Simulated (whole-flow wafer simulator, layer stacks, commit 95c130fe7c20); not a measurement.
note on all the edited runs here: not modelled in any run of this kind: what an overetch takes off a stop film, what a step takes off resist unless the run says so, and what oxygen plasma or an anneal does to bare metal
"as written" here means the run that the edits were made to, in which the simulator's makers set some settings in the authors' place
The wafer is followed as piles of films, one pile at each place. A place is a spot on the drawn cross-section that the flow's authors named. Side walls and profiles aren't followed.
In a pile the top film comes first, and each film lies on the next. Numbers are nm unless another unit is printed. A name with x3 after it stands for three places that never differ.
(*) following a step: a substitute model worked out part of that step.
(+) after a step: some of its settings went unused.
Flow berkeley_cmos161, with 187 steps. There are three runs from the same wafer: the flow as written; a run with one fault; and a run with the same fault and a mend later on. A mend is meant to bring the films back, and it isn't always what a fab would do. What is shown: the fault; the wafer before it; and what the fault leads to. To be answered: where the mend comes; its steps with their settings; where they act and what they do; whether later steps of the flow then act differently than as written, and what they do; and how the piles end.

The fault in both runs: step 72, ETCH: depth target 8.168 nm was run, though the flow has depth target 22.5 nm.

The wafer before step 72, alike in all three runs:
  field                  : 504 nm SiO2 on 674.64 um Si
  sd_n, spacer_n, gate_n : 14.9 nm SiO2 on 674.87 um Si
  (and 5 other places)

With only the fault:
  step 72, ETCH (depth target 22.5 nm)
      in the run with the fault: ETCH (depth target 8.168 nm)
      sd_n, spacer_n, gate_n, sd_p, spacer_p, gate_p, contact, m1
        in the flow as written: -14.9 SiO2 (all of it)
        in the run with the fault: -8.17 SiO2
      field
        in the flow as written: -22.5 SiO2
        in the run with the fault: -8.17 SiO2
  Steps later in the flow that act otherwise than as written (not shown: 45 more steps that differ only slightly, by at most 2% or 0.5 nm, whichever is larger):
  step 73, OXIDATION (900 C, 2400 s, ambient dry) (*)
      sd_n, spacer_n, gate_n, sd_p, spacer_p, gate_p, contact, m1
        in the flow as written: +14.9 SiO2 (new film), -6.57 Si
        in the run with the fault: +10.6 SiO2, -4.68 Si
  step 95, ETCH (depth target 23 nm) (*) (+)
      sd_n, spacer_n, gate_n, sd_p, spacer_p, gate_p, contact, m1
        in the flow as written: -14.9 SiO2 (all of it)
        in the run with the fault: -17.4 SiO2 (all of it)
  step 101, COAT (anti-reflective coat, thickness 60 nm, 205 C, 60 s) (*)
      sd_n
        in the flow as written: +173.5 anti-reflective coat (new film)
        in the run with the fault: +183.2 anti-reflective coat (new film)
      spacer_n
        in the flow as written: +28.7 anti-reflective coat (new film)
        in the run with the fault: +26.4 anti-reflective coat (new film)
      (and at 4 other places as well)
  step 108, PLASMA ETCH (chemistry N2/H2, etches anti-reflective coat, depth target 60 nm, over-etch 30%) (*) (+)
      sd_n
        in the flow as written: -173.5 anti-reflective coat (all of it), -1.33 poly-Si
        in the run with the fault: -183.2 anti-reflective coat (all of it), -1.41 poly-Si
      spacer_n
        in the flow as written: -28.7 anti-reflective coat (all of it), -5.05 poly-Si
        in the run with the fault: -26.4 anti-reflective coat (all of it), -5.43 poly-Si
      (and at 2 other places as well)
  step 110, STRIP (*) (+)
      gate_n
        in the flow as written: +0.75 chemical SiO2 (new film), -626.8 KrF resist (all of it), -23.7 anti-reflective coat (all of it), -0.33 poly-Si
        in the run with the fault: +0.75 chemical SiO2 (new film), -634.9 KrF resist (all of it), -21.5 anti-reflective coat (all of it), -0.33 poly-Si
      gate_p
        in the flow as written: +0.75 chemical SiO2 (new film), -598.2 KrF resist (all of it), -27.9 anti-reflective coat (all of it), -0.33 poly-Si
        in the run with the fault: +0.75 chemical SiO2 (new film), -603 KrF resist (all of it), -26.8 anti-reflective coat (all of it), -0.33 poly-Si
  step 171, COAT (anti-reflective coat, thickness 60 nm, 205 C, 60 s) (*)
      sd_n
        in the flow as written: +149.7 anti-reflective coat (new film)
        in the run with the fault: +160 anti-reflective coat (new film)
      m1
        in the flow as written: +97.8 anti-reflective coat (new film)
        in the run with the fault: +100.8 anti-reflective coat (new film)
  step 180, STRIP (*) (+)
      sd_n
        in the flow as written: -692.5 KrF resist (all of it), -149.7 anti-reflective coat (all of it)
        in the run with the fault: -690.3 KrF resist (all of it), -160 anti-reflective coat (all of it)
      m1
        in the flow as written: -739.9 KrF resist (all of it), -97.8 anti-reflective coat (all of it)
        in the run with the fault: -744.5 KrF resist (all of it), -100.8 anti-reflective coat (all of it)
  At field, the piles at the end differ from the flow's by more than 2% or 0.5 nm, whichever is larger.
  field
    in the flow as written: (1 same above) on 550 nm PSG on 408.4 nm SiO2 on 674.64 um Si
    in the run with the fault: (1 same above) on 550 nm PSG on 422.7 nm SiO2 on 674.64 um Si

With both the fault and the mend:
  The mend follows step 72.
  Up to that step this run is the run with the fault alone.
  step 72a, ETCH (depth target 14.33 nm) (the flow's step 72, run once more with other settings)
      sd_n, spacer_n, gate_n, sd_p, spacer_p, gate_p, contact, m1
        -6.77 SiO2 (all of it)
      field
        -14.3 SiO2
  None of the later steps of the flow differs from how it acts as written, at any place that is followed, by more than 2% or 0.5 nm, whichever is larger.
  At every place that both follow, the piles at the end match the flow's.
